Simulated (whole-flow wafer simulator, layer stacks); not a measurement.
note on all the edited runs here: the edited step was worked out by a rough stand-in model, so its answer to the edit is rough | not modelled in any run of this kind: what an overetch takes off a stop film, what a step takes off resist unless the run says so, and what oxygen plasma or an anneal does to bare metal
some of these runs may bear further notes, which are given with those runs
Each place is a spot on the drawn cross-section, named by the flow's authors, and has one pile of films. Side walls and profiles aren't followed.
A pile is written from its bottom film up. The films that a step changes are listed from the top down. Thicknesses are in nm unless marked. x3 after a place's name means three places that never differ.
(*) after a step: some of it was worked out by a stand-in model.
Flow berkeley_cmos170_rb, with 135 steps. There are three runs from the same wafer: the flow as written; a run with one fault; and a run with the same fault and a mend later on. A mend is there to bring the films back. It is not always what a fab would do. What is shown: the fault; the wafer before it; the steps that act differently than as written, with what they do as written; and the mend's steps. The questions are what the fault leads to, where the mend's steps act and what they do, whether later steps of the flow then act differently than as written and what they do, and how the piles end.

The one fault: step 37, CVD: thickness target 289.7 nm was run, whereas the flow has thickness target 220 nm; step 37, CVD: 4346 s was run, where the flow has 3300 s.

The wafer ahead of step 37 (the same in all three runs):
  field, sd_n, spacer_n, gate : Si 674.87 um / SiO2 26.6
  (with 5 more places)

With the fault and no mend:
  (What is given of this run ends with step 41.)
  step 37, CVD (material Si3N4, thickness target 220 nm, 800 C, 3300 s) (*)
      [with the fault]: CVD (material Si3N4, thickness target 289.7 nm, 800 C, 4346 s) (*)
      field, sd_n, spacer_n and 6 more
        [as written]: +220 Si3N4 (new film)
        [with the fault]: +289.7 Si3N4 (new film)
  Every later step of the flow up to step 41 that is run acts as written at every place that is followed.
  Once step 41 is done, the piles at field, sd_n, spacer_n and 6 more depart from the flow's by more than 2% or 0.5 nm, whichever is larger.
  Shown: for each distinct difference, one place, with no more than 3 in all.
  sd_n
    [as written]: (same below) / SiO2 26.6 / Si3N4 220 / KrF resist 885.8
    [with the fault]: (same below) / SiO2 26.6 / Si3N4 289.7 / KrF resist 885.8
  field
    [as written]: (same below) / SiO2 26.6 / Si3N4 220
    [with the fault]: (same below) / SiO2 26.6 / Si3N4 289.7

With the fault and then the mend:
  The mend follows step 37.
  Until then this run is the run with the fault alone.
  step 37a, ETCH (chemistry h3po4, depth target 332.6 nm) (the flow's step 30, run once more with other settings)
      field, sd_n, spacer_n and 6 more
        -289.7 Si3N4 (all of it)
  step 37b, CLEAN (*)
      leaves every film unchanged at each place that is followed
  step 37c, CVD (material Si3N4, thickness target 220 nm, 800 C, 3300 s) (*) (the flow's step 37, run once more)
      field, sd_n, spacer_n and 6 more
        +220 Si3N4 (new film)
  Every later step of the flow that is run acts as written at every place that is followed.
  By the end, the piles equal the flow's at every place that both follow.
